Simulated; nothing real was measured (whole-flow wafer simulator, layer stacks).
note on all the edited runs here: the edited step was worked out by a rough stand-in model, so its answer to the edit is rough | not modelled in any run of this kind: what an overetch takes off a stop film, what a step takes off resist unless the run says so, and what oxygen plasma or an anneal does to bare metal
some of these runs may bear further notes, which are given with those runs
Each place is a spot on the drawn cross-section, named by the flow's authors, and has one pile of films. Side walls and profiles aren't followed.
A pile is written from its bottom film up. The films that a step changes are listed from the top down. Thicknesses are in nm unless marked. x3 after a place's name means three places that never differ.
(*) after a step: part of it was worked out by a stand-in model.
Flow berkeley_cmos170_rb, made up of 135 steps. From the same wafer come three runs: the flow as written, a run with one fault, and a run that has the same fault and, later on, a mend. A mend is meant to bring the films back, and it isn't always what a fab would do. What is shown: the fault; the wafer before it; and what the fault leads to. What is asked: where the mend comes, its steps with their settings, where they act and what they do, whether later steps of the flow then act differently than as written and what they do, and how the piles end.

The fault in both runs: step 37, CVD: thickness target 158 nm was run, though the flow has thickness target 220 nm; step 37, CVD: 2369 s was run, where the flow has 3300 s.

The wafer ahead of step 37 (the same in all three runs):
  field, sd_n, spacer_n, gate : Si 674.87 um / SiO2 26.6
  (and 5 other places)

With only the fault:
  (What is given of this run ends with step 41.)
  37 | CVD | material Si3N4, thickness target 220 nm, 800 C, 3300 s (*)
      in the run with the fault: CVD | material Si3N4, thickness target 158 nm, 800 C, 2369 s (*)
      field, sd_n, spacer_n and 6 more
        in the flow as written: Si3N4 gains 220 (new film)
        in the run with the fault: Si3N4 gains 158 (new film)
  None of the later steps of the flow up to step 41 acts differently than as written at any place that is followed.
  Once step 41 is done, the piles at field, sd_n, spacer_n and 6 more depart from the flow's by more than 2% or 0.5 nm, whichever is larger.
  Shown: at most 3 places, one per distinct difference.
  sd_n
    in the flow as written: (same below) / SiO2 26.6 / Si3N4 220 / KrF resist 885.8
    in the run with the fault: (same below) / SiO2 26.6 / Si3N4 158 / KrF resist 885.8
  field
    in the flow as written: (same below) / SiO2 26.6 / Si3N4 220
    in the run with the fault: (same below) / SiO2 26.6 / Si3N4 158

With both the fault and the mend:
  The mend follows step 37.
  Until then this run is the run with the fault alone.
  37a | CVD | material Si3N4, thickness target 62.04 nm, 800 C, 931 s (*) (a further turn of the flow's step 37, with different settings)
      field, sd_n, spacer_n and 6 more
        Si3N4 gains 62
  None of the later steps of the flow differs from how it acts as written, at any place that is followed, by more than 2% or 0.5 nm, whichever is larger.
  By the end, the piles equal the flow's at every place that both follow.
